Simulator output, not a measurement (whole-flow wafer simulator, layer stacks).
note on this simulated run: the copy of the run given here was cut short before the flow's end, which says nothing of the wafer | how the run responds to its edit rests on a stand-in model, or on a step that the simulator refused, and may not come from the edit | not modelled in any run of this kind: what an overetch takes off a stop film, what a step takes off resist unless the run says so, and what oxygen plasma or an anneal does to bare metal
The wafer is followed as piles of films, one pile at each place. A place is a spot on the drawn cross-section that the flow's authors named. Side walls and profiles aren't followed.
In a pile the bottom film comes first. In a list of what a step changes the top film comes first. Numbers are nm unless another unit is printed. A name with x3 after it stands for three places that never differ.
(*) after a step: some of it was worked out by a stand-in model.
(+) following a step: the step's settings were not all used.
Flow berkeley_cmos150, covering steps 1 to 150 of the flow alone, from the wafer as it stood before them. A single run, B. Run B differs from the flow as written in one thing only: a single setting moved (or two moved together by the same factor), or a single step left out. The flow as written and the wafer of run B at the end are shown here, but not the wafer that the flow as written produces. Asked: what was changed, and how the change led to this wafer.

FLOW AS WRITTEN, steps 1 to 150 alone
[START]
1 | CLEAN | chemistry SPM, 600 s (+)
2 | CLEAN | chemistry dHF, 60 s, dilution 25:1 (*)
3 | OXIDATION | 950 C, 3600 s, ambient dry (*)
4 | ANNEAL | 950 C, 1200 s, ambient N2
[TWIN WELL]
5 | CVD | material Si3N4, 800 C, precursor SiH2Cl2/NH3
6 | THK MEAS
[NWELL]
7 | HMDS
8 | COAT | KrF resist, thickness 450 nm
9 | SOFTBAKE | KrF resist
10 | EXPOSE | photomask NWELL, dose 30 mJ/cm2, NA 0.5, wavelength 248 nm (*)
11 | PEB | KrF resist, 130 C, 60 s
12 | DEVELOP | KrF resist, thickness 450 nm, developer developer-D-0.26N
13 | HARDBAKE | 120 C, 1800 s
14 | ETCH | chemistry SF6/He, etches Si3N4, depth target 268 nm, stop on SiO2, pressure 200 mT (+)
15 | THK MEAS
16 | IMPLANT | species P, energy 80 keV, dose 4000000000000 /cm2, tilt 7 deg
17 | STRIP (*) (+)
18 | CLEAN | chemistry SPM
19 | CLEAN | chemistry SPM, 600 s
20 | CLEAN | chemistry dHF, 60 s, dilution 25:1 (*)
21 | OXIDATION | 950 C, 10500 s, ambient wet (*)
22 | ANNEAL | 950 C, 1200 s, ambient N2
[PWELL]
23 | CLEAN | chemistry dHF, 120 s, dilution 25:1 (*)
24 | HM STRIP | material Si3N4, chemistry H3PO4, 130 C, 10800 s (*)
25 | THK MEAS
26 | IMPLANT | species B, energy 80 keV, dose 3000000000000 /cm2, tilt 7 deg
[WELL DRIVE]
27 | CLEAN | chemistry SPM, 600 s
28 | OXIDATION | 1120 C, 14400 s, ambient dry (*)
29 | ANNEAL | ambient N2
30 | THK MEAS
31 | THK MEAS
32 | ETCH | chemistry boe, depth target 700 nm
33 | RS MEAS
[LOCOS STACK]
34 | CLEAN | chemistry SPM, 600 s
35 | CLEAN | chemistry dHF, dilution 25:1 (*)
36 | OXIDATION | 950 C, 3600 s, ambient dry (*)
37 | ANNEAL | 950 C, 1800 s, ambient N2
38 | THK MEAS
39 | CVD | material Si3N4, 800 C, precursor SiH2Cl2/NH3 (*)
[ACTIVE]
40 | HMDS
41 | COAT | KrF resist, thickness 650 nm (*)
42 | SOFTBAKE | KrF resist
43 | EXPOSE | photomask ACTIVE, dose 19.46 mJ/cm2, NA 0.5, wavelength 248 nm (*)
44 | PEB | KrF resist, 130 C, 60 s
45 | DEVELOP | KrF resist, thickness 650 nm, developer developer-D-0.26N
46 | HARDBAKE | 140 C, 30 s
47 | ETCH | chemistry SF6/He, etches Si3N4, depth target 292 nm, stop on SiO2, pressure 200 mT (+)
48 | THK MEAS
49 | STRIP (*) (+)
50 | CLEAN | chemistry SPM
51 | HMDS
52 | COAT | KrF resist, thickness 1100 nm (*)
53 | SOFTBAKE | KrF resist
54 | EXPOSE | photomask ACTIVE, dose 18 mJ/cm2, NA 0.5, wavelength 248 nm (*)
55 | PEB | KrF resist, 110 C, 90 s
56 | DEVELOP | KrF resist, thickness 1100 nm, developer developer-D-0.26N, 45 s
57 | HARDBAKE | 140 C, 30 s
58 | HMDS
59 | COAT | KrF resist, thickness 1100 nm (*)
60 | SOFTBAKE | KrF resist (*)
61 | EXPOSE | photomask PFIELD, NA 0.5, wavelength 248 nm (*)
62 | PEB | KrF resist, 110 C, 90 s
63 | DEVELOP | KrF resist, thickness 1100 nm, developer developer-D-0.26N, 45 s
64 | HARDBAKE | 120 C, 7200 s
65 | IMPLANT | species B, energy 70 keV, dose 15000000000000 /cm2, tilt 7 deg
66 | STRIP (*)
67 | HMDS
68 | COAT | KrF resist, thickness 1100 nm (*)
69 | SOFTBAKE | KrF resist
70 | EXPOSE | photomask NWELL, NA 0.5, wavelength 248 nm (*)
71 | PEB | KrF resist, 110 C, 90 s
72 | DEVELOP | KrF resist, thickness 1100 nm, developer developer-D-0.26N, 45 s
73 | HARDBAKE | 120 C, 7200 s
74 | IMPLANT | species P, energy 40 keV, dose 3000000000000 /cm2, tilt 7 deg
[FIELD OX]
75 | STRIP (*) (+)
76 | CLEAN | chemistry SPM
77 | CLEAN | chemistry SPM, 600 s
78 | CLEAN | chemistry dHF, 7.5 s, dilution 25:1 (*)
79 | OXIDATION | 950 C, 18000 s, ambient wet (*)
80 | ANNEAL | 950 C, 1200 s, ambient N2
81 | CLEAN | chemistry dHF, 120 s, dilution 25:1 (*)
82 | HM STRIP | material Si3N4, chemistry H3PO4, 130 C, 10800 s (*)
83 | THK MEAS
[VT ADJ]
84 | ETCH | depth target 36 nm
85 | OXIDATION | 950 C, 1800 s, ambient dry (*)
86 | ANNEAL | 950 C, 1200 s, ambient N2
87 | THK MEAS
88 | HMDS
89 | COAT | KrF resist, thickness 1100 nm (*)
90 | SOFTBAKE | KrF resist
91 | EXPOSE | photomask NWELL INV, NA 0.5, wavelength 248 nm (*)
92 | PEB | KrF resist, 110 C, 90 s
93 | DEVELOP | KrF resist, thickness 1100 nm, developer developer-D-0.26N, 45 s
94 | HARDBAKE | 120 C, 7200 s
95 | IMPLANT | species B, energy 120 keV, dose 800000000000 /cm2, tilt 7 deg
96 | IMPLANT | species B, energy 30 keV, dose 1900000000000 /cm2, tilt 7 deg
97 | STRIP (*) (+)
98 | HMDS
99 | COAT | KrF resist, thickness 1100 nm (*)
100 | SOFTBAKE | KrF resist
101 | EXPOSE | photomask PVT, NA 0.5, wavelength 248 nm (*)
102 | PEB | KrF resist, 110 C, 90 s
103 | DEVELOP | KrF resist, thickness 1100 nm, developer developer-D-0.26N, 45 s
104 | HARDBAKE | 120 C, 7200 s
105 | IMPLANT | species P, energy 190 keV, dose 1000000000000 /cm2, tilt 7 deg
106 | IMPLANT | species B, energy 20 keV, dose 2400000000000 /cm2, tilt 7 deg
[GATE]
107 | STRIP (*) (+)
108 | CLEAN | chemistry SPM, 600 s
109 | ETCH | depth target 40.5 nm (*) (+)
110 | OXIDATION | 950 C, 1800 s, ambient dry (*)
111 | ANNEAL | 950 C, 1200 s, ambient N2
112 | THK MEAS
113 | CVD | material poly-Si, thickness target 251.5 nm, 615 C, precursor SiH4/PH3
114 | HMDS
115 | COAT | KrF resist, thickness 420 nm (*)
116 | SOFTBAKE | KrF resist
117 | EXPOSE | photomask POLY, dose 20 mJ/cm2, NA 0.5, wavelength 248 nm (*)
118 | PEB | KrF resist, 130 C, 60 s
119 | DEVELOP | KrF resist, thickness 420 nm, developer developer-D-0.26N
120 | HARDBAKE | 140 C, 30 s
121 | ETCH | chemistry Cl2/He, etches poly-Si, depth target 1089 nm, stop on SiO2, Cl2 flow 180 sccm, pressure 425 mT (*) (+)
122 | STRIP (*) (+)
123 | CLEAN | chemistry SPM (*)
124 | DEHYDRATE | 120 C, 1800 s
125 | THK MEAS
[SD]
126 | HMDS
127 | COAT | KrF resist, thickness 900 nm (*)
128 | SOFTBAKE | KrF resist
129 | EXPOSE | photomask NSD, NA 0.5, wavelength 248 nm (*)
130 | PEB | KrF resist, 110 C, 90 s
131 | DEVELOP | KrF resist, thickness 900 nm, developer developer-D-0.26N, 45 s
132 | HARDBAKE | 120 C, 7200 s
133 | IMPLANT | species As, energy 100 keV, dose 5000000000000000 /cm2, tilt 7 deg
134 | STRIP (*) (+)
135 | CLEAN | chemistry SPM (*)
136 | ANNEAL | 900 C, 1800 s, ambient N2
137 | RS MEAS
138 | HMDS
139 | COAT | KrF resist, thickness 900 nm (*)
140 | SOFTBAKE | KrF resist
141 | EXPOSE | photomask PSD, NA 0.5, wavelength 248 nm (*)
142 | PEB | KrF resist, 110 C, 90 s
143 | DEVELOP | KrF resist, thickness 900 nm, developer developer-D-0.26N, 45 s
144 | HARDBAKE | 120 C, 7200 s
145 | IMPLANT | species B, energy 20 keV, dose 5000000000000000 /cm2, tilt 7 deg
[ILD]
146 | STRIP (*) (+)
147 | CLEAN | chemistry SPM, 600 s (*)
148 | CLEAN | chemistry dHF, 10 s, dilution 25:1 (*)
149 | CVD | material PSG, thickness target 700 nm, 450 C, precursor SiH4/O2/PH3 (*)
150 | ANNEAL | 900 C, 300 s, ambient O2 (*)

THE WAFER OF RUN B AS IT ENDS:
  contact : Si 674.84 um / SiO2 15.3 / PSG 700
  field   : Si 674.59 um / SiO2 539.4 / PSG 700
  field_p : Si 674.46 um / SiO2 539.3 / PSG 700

The reason: step 84, ETCH: depth target 19.08 nm was run, while the flow as written has depth target 36 nm.

How this came from the change, step by step:
  84 | ETCH | depth target 36 nm
      gate_n, sd_p, gate_p, contact, m1: SiO2 loses 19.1 (it would be, as written: SiO2 loses 29.6 (all of it))
      field, field_p, sd_n: SiO2 loses 19.1 (it would be, as written: SiO2 loses 36)
  85 | OXIDATION | 950 C, 1800 s, ambient dry (*)
      gate_n, sd_p, gate_p, contact, m1: SiO2 gains 16.4, Si loses 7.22 (it would be, as written: SiO2 gains 20.4 (new film), Si loses 8.98)
      sd_n: SiO2 gains 8.94, Si loses 3.93 (it would be, as written: SiO2 gains 12.2, Si loses 5.35)
  109 | ETCH | depth target 40.5 nm (*) (+)
      sd_n: SiO2 loses 40.5 (it would be, as written: SiO2 loses 40.4 (all of it))
      gate_n, sd_p, gate_p, contact, m1: SiO2 loses 26.9 (all of it) (it would be, as written: SiO2 loses 20.4 (all of it))
  110 | OXIDATION | 950 C, 1800 s, ambient dry (*)
      sd_n: SiO2 gains 14.5, Si loses 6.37 (it would be, as written: SiO2 gains 20.4 (new film), Si loses 8.98)
  122 | STRIP (*) (+)
      gate_n: chemical SiO2 gains 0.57 (new film), KrF resist loses 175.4 (all of it), poly-Si loses 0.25 (it would be, as written: chemical SiO2 gains 0.57 (new film), KrF resist loses 169.8 (all of it), poly-Si loses 0.25)
